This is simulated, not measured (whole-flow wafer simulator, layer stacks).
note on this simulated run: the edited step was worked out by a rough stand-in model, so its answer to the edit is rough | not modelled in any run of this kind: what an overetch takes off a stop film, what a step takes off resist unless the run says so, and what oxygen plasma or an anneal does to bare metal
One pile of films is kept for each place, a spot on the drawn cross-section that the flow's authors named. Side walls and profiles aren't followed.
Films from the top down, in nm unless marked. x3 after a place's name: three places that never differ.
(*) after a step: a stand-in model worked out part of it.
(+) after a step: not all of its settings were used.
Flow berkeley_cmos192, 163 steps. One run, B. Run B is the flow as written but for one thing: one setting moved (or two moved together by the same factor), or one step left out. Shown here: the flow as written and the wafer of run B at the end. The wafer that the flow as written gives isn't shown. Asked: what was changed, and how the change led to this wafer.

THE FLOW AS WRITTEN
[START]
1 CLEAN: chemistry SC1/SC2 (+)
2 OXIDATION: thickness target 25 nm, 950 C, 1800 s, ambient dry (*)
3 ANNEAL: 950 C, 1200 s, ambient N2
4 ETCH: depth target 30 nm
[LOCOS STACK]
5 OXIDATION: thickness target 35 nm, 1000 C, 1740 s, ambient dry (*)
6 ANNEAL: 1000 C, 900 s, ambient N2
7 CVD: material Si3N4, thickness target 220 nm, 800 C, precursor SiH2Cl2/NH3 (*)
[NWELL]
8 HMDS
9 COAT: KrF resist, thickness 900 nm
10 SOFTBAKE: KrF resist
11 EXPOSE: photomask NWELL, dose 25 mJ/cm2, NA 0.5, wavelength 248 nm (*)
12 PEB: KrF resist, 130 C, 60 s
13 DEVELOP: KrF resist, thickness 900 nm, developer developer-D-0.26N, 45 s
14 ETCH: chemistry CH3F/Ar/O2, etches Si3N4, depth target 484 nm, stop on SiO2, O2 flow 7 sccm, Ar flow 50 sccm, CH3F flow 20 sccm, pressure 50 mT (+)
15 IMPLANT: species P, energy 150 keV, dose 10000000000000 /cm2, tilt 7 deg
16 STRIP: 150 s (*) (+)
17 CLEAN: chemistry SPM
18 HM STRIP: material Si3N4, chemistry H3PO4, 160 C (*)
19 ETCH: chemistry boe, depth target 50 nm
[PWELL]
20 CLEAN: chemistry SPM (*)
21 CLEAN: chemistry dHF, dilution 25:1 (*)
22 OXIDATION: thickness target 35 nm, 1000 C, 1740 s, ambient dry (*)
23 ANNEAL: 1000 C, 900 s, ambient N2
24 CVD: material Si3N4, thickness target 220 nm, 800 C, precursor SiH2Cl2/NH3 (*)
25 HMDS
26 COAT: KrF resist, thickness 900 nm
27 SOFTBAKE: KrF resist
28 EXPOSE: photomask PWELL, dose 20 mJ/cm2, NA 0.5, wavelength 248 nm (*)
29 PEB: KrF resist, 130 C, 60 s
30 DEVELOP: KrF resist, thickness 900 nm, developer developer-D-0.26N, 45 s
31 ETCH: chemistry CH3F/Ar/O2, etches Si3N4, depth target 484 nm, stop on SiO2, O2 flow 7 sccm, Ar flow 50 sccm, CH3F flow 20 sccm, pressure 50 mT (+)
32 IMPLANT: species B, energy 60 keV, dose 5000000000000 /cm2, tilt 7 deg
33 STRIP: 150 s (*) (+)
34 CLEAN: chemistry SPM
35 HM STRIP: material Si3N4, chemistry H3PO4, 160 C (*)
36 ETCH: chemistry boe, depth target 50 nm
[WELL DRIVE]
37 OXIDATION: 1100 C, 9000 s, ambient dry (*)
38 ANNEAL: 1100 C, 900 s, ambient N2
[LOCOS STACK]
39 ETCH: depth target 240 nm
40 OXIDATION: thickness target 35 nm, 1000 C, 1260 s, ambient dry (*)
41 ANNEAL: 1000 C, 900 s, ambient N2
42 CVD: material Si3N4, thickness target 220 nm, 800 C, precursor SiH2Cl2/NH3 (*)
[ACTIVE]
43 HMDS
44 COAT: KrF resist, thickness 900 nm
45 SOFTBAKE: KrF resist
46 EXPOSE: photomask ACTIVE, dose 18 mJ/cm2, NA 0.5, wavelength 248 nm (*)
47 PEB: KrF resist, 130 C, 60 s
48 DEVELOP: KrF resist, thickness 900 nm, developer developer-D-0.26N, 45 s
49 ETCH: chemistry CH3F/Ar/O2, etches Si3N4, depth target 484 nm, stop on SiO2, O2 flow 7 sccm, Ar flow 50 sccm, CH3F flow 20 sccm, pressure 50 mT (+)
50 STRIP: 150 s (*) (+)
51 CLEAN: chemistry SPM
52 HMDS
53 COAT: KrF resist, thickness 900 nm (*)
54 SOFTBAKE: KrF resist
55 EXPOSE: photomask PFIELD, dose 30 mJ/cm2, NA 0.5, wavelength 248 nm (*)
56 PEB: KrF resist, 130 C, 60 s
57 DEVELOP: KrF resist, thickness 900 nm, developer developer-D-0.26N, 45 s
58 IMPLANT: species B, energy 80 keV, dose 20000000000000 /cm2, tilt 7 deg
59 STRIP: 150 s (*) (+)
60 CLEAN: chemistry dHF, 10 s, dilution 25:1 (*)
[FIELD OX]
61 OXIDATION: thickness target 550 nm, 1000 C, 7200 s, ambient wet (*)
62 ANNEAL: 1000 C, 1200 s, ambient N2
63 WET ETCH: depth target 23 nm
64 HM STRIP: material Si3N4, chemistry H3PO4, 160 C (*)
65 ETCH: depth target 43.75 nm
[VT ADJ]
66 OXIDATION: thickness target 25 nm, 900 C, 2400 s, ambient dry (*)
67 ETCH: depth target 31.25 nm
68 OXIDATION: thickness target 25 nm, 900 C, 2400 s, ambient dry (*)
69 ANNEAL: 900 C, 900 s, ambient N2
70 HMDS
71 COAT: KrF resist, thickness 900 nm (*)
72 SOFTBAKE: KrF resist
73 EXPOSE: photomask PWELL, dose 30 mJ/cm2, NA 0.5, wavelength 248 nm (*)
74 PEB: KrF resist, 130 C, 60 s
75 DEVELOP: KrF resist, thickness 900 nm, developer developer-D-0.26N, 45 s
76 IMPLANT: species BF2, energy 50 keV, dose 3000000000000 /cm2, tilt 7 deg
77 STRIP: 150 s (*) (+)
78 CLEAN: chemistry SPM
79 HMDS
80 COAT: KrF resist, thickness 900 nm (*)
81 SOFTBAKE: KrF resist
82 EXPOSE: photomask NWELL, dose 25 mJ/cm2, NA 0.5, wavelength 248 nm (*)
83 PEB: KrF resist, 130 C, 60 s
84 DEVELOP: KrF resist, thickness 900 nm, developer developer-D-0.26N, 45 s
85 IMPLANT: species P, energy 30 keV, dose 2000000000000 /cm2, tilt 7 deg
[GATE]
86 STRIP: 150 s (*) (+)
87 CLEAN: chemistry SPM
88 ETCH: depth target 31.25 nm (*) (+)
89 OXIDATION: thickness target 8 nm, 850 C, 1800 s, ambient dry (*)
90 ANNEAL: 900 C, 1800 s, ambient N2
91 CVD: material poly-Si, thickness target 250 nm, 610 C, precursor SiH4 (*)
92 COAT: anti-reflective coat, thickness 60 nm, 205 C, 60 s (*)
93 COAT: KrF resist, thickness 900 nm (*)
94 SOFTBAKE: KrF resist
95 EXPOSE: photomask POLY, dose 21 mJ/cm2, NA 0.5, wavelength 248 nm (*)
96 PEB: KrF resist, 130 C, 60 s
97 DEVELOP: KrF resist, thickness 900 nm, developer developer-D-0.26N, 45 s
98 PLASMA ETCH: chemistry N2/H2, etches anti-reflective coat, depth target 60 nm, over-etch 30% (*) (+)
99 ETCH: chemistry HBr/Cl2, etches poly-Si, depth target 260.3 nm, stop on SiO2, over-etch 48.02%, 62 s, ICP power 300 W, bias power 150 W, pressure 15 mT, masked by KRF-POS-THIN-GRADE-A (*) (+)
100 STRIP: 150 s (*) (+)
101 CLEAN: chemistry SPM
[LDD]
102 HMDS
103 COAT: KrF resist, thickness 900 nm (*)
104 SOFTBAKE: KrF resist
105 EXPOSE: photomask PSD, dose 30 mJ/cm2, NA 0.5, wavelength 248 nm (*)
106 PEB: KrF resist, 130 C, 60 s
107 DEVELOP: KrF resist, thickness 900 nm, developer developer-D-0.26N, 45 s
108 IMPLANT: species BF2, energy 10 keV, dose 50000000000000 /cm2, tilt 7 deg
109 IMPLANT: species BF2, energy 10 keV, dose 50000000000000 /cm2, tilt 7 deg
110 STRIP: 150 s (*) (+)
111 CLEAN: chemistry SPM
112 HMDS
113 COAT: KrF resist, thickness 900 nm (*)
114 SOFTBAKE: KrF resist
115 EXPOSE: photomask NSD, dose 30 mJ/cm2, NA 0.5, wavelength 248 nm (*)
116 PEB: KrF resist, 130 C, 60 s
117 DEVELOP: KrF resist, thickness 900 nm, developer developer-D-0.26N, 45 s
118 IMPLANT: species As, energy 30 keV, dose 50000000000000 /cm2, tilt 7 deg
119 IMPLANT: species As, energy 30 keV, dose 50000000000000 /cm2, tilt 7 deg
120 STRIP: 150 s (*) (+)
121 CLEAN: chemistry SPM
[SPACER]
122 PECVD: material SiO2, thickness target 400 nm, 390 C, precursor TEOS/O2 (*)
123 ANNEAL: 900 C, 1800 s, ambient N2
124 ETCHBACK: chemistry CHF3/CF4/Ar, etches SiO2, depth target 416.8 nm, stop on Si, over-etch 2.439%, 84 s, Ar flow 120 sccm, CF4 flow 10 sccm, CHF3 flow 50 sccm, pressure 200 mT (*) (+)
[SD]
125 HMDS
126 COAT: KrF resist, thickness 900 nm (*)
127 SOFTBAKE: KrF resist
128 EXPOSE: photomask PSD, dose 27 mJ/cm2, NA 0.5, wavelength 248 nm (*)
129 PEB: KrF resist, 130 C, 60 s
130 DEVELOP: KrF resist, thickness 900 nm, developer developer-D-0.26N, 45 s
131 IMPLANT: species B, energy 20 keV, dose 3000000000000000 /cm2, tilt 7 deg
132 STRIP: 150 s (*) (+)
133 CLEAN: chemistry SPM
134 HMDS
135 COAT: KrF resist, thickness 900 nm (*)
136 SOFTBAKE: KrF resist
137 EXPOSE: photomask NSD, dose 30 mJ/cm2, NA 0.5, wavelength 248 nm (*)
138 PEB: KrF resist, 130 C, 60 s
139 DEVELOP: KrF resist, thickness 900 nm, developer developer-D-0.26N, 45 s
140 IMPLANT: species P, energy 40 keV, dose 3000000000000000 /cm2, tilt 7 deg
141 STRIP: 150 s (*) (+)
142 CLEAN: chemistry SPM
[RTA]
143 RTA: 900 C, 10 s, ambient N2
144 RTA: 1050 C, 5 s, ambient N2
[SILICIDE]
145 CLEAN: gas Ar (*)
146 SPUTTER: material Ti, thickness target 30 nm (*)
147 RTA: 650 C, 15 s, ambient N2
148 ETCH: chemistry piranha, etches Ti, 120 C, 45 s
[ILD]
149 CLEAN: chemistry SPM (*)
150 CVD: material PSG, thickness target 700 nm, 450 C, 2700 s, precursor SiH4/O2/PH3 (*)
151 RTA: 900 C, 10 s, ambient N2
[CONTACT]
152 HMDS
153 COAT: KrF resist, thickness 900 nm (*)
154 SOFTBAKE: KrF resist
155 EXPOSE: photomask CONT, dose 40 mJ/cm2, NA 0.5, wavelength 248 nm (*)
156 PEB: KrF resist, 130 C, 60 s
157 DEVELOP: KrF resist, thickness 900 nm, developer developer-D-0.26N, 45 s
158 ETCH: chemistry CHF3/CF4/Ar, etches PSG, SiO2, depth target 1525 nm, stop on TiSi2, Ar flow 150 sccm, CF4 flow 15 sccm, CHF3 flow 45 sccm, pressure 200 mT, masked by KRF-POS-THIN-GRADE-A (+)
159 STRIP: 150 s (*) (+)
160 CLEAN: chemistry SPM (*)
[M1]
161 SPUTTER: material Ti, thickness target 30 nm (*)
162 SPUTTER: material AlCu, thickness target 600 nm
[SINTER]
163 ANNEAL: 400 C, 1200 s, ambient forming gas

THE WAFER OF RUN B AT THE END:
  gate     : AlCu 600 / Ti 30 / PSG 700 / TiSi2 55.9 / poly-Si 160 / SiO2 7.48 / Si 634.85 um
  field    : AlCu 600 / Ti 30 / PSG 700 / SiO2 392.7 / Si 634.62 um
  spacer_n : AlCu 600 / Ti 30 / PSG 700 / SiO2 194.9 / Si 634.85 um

The cause: step 91, CVD: thickness target 219 nm was run, where the flow has thickness target 250 nm.

How the change led to this, step by step:
  91 CVD: material poly-Si, thickness target 250 nm, 610 C, precursor SiH4 (*)
      field, sd_n, spacer_n and 6 more: poly-Si +219 (new film) (as written it would be: poly-Si +250 (new film))
  99 ETCH: chemistry HBr/Cl2, etches poly-Si, depth target 260.3 nm, stop on SiO2, over-etch 48.02%, 62 s, ICP power 300 W, bias power 150 W, pressure 15 mT, masked by KRF-POS-THIN-GRADE-A (*) (+)
      field, spacer_n, spacer_p: poly-Si -214.8 (all of it), SiO2 -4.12 (as written it would be: poly-Si -245.8 (all of it), SiO2 -1.74)
      sd_n: poly-Si -217.8 (all of it), SiO2 -3.89 (as written it would be: poly-Si -248.8 (all of it), SiO2 -1.51)
      (and at 3 more places)
  103 COAT: KrF resist, thickness 900 nm (*)
      gate: KrF resist +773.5 (new film) (as written it would be: KrF resist +748 (new film))
      gate_p: KrF resist +769.5 (new film) (as written it would be: KrF resist +744.1 (new film))
  107 DEVELOP: KrF resist, thickness 900 nm, developer developer-D-0.26N, 45 s
      gate_p: KrF resist -768.3 (all of it) (as written it would be: KrF resist -742.9 (all of it))
  110 STRIP: 150 s (*) (+)
      gate: KrF resist -758.1 (all of it), chemical SiO2 +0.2, poly-Si -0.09 (as written it would be: KrF resist -732.7 (all of it), chemical SiO2 +0.2, poly-Si -0.09)
  113 COAT: KrF resist, thickness 900 nm (*)
      gate: KrF resist +772.7 (new film) (as written it would be: KrF resist +747.9 (new film))
      gate_p: KrF resist +768.7 (new film) (as written it would be: KrF resist +743.9 (new film))
  117 DEVELOP: KrF resist, thickness 900 nm, developer developer-D-0.26N, 45 s
      gate: KrF resist -771.5 (all of it) (as written it would be: KrF resist -746.8 (all of it))
  120 STRIP: 150 s (*) (+)
      gate_p: KrF resist -753.3 (all of it), chemical SiO2 +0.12, poly-Si -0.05 (as written it would be: KrF resist -728.6 (all of it), chemical SiO2 +0.12, poly-Si -0.05)
  124 ETCHBACK: chemistry CHF3/CF4/Ar, etches SiO2, depth target 416.8 nm, stop on Si, over-etch 2.439%, 84 s, Ar flow 120 sccm, CF4 flow 10 sccm, CHF3 flow 50 sccm, pressure 200 mT (*) (+)
      spacer_n: SiO2 -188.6 (as written it would be: SiO2 -160)
      spacer_p: SiO2 -188.5 (as written it would be: SiO2 -159.9)
  126 COAT: KrF resist, thickness 900 nm (*)
      spacer_n: KrF resist +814 (new film) (as written it would be: KrF resist +791.6 (new film))
      gate: KrF resist +793.4 (new film) (as written it would be: KrF resist +771.5 (new film))
      (and at 2 more places)
  130 DEVELOP: KrF resist, thickness 900 nm, developer developer-D-0.26N, 45 s
      spacer_p: KrF resist -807 (all of it) (as written it would be: KrF resist -784.6 (all of it))
      gate_p: KrF resist -786.2 (all of it) (as written it would be: KrF resist -764.3 (all of it))
  132 STRIP: 150 s (*) (+)
      spacer_n: KrF resist -798.5 (all of it) (as written it would be: KrF resist -776.1 (all of it))
      gate: chemical SiO2 +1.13 (new film), KrF resist -777.9 (all of it), poly-Si -0.5 (as written it would be: chemical SiO2 +1.13 (new film), KrF resist -756.1 (all of it), poly-Si -0.5)
  135 COAT: KrF resist, thickness 900 nm (*)
      spacer_n: KrF resist +813.5 (new film) (as written it would be: KrF resist +791.1 (new film))
      gate: KrF resist +792.2 (new film) (as written it would be: KrF resist +770.3 (new film))
      (and at 2 more places)
  139 DEVELOP: KrF resist, thickness 900 nm, developer developer-D-0.26N, 45 s
      spacer_n: KrF resist -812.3 (all of it) (as written it would be: KrF resist -789.9 (all of it))
      gate: KrF resist -791 (all of it) (as written it would be: KrF resist -769.1 (all of it))
  141 STRIP: 150 s (*) (+)
      spacer_p: KrF resist -792.6 (all of it) (as written it would be: KrF resist -770.2 (all of it))
      gate_p: KrF resist -771 (all of it), chemical SiO2 +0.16 (as written it would be: KrF resist -749.1 (all of it), chemical SiO2 +0.16)
  159 STRIP: 150 s (*) (+)
      spacer_n: KrF resist -636.8 (all of it) (as written it would be: KrF resist -620.3 (all of it))
      gate: KrF resist -614.8 (all of it) (as written it would be: KrF resist -600.1 (all of it))
      (and at 2 more places)
